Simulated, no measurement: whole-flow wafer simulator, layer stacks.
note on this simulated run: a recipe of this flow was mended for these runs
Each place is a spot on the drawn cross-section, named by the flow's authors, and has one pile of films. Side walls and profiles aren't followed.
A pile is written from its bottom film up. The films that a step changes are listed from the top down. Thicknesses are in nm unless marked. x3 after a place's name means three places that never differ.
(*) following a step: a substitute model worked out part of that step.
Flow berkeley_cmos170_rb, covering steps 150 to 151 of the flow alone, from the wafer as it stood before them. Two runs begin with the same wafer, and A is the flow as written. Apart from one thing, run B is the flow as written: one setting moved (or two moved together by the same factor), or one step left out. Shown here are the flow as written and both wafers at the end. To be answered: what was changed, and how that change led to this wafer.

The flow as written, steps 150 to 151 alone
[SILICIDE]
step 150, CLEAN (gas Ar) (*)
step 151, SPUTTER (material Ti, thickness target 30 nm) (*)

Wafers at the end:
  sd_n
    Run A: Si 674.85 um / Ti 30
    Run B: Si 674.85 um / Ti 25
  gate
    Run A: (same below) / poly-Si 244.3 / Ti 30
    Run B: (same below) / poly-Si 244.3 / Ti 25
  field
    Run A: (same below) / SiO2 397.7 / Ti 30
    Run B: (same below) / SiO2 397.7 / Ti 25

What caused this: step 151, SPUTTER: thickness target 25 nm was run, whereas the flow has thickness target 30 nm.
The wafer lets one read it off: sd_n has Ti 25, and step 151 as written asks for 30 nm.

The path from the change to this, step by step:
  step 151, SPUTTER (material Ti, thickness target 30 nm) (*)
      field, sd_n, spacer_n, gate, spacer_p, gate_p, contact, m1: A Ti gains 30 (new film) | B Ti gains 25 (new film)
      sd_p: A Ti gains 27.9 (new film) | B Ti gains 23.3 (new film)
